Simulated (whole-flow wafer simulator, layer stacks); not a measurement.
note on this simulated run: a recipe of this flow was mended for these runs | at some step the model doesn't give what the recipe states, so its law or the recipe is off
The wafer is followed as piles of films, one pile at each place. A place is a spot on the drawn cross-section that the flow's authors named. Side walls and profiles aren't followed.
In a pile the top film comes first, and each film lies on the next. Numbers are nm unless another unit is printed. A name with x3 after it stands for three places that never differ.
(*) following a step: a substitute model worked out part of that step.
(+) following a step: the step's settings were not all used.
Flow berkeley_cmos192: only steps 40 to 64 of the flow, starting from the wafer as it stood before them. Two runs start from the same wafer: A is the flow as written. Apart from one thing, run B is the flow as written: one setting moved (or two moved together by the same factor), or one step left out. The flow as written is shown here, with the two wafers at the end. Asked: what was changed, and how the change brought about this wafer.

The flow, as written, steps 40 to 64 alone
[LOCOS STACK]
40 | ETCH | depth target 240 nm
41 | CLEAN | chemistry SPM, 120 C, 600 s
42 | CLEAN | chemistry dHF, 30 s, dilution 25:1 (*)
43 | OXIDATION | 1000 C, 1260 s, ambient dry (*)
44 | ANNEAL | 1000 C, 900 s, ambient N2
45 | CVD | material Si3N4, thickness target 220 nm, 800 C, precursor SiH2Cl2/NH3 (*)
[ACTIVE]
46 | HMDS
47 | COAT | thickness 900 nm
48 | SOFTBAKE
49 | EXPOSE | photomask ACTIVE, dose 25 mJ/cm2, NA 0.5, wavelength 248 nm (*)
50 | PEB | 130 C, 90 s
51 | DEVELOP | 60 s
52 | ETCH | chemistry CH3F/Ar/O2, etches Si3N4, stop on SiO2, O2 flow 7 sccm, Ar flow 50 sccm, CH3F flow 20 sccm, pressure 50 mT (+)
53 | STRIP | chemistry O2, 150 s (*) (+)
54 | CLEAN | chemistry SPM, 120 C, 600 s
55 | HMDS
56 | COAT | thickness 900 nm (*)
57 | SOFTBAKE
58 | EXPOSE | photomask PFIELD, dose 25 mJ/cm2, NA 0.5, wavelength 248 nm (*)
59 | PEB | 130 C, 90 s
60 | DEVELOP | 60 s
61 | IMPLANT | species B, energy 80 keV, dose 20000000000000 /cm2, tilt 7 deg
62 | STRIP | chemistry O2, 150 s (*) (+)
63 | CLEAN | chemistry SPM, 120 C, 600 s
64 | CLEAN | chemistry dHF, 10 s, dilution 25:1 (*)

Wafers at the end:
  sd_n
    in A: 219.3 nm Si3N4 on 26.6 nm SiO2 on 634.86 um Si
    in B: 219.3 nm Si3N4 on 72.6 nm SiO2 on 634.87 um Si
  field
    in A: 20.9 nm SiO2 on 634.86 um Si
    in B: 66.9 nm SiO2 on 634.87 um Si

What caused this: step 40, ETCH: depth target 134 nm was run, while the flow as written has depth target 240 nm.

How this came from the change, step by step:
  40 | ETCH | depth target 240 nm
      field, sd_n, spacer_n and 6 more: A SiO2 loses 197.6 (all of it) | B SiO2 loses 134
  41 | CLEAN | chemistry SPM, 120 C, 600 s
      field, sd_n, spacer_n and 6 more: A chemical SiO2 gains 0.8 (new film), Si loses 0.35 | B nothing
  42 | CLEAN | chemistry dHF, 30 s, dilution 25:1 (*)
      field, sd_n, spacer_n and 6 more: A chemical SiO2 loses 0.8 (all of it) | B SiO2 loses 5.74
  43 | OXIDATION | 1000 C, 1260 s, ambient dry (*)
      field, sd_n, spacer_n and 6 more: A SiO2 gains 26.6 (new film), Si loses 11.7 | B SiO2 gains 14.6, Si loses 6.44
